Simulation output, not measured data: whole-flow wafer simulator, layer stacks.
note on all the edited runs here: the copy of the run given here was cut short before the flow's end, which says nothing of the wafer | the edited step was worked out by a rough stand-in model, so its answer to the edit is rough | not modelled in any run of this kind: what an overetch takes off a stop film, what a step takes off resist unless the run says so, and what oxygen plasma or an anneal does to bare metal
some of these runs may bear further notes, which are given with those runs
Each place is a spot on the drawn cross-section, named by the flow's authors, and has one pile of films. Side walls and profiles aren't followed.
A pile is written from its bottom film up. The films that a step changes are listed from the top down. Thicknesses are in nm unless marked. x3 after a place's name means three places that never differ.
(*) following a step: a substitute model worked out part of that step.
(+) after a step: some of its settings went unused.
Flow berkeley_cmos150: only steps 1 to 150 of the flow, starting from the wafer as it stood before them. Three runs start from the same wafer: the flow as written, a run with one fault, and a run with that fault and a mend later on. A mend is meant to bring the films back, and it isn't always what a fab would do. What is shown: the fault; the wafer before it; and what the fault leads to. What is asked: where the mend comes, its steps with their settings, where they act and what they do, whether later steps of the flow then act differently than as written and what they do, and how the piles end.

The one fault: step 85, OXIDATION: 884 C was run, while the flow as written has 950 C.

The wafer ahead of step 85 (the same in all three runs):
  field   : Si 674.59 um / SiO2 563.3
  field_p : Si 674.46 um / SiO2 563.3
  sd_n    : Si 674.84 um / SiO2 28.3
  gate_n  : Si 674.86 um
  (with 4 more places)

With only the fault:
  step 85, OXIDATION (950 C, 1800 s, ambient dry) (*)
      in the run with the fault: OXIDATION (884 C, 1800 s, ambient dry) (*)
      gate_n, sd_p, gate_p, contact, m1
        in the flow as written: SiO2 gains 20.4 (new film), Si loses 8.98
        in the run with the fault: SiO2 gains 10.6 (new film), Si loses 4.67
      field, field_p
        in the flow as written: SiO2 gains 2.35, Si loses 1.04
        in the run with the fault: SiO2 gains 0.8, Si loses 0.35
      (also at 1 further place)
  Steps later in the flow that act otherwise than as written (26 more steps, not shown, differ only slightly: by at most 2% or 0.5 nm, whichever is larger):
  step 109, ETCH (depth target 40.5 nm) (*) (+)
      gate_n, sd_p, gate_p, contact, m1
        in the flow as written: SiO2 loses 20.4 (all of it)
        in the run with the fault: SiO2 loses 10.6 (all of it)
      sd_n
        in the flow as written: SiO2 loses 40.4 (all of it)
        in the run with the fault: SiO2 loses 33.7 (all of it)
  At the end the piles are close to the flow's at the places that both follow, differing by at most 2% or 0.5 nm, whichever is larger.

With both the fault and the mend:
  After step 94 comes the mend.
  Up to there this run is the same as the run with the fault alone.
  step 94a, STRIP (*) (+)
      field_p
        KrF resist loses 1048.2 (all of it)
      sd_p
        KrF resist loses 1275.9 (all of it)
      gate_p
        KrF resist loses 1250.3 (all of it)
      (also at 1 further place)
  step 94b, CLEAN (chemistry SPM, 600 s) (a further turn of the flow's step 77)
      does not change any film at any place that is followed
  step 94c, OXIDATION (950 C, 1064 s, ambient dry) (*) (a further turn of the flow's step 85, with different settings)
      gate_n, sd_p, gate_p, contact, m1
        SiO2 gains 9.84, Si loses 4.33
      field, field_p
        SiO2 gains 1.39, Si loses 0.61
      sd_n
        SiO2 gains 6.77, Si loses 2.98
  step 94d, HMDS (a further turn of the flow's step 88)
      does not change any film at any place that is followed
  step 94e, COAT (KrF resist, thickness 1100 nm) (*) (a further turn of the flow's step 89)
      field
        KrF resist gains 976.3 (new film)
      field_p
        KrF resist gains 1087.8 (new film)
      sd_n
        KrF resist gains 1242.9 (new film)
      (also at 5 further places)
  step 94f, SOFTBAKE (KrF resist) (a further turn of the flow's step 90)
      does not change any film at any place that is followed
  step 94g, EXPOSE (photomask NWELL INV, NA 0.5, wavelength 248 nm) (*) (a further turn of the flow's step 91)
      does not change any film at any place that is followed
  step 94h, PEB (KrF resist, 110 C, 90 s) (a further turn of the flow's step 92)
      field
        KrF resist loses 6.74
      field_p
        KrF resist loses 7.53
      sd_n
        KrF resist loses 8.63
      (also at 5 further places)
  step 94i, DEVELOP (KrF resist, thickness 1100 nm, developer developer-D-0.26N, 45 s) (a further turn of the flow's step 93)
      field_p, sd_p, gate_p, m1
        KrF resist loses 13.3
      field
        KrF resist loses 969.5 (all of it)
      sd_n
        KrF resist loses 1234.2 (all of it)
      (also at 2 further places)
  step 94j, HARDBAKE (120 C, 7200 s) (a further turn of the flow's step 94)
      field_p
        KrF resist loses 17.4
      sd_p
        KrF resist loses 21.4
      gate_p
        KrF resist loses 20.9
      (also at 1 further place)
  Every later step of the flow that is run acts as written, at every place that is followed, to within 2% or 0.5 nm, whichever is larger.
  At the end the piles are close to the flow's at the places that both follow, differing by at most 2% or 0.5 nm, whichever is larger.
